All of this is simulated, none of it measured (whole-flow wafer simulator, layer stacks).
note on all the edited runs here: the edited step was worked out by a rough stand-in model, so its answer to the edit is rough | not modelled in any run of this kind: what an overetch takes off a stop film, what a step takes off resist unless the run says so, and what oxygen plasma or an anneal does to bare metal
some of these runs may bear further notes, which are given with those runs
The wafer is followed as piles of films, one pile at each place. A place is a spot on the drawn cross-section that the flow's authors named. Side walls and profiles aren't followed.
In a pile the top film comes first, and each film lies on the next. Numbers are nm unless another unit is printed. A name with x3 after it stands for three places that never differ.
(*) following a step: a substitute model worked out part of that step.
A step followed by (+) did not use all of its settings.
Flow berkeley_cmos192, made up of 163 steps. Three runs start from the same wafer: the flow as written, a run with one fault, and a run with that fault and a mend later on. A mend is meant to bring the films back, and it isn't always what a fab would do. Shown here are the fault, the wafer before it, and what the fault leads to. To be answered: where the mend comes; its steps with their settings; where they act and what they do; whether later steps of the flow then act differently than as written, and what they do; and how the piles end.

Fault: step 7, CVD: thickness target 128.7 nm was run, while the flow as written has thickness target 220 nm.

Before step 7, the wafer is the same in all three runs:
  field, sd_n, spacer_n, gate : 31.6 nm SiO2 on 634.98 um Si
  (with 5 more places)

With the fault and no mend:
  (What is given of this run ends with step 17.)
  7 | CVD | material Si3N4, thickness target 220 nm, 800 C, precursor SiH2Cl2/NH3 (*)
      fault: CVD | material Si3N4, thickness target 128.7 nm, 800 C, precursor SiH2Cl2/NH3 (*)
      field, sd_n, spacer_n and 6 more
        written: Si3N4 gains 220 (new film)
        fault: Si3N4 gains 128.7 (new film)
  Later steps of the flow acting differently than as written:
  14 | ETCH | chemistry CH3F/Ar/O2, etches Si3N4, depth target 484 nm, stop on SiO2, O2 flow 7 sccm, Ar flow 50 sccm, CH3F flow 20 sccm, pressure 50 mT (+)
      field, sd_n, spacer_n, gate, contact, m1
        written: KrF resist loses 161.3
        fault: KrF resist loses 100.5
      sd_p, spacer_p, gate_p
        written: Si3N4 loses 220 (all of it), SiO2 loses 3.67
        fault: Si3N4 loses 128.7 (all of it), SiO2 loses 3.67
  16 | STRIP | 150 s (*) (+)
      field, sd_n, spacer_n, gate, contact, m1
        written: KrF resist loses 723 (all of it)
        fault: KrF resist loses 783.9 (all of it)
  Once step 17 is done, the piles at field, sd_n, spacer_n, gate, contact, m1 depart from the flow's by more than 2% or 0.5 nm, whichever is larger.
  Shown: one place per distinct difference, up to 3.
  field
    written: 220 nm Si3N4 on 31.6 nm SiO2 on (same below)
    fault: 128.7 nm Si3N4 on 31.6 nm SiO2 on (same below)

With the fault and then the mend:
  The mend follows step 7.
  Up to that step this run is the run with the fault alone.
  7a | ETCH | chemistry h3po4, depth target 148 nm
      field, sd_n, spacer_n and 6 more
        Si3N4 loses 128.7 (all of it)
  7b | CLEAN | chemistry SC1/SC2 (a further turn of the flow's step 1)
      alters no film at any place that is followed
  7c | CVD | material Si3N4, thickness target 220 nm, 800 C, precursor SiH2Cl2/NH3 (*) (a further turn of the flow's step 7)
      field, sd_n, spacer_n and 6 more
        Si3N4 gains 220 (new film)
  Every later step of the flow that is run acts as written at every place that is followed.
  The piles end the same as the flow's at every place that both follow.
